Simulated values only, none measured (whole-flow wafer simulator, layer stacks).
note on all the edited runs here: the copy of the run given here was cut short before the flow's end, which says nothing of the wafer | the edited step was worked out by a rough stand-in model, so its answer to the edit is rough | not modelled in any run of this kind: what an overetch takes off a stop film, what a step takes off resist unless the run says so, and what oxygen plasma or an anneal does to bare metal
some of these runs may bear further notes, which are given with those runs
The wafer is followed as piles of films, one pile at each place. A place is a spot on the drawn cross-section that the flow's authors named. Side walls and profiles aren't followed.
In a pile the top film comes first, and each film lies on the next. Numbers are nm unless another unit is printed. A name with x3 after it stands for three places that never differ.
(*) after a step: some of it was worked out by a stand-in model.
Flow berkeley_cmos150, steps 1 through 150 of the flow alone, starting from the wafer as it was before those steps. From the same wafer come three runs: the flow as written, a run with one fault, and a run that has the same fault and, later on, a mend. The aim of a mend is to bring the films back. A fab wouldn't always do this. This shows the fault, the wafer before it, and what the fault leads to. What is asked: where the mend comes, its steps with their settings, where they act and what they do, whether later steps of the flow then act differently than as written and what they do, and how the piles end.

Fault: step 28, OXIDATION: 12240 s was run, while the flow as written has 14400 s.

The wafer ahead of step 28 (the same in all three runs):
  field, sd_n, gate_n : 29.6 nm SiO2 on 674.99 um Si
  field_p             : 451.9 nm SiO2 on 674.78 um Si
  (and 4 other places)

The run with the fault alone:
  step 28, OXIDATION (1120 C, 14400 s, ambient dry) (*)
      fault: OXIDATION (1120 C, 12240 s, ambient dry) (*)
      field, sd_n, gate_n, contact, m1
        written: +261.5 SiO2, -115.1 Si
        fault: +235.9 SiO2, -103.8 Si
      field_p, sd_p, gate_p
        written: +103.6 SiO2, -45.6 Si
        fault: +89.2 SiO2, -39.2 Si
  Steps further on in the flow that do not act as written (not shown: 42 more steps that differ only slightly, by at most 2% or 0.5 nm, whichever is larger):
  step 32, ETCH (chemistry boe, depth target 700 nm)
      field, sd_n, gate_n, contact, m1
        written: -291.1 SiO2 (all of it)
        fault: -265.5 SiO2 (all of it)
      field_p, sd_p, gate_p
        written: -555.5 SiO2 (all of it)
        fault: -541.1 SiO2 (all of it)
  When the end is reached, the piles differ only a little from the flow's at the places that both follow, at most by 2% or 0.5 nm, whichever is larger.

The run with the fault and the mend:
  The mend stands after step 28.
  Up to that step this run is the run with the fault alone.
  step 28a, OXIDATION (1120 C, 2160 s, ambient dry) (*) (the flow's step 28, run once more with other settings)
      field, sd_n, gate_n, contact, m1
        +25.6 SiO2, -11.3 Si
      field_p, sd_p, gate_p
        +14.4 SiO2, -6.34 Si
  Every later step of the flow that is run acts as written at every place that is followed.
  At every place that both follow, the piles at the end match the flow's.
